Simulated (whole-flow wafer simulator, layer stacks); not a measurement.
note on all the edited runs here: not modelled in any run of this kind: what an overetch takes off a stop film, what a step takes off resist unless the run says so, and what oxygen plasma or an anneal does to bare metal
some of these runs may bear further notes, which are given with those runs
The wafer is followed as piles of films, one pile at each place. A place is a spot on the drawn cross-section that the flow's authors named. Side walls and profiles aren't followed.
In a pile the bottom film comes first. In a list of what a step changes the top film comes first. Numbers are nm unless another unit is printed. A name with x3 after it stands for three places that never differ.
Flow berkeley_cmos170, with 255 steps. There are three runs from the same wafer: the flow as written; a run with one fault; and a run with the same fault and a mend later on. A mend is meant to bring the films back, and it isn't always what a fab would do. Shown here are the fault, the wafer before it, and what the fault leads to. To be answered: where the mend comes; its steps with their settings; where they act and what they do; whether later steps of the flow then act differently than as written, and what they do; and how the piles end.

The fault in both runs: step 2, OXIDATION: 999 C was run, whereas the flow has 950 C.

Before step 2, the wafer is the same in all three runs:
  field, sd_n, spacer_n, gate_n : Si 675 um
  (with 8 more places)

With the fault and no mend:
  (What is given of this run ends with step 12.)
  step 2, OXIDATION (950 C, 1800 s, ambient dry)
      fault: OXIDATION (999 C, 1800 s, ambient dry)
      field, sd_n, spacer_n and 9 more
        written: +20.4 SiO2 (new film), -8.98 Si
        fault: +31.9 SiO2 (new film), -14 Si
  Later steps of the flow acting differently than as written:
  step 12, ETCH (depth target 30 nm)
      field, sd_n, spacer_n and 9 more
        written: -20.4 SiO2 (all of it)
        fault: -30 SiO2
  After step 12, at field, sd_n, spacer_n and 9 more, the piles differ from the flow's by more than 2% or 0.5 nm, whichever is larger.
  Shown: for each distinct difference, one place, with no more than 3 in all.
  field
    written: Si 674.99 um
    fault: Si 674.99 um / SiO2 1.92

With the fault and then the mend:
  The mend follows step 3.
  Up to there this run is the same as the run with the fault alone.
  step 3a, ETCH (depth target 11.5 nm)
      field, sd_n, spacer_n and 9 more
        -11.5 SiO2
  Later steps of the flow that are run all act as written at every place that is followed.
  When the end is reached, the piles differ only a little from the flow's at the places that both follow, at most by 2% or 0.5 nm, whichever is larger.
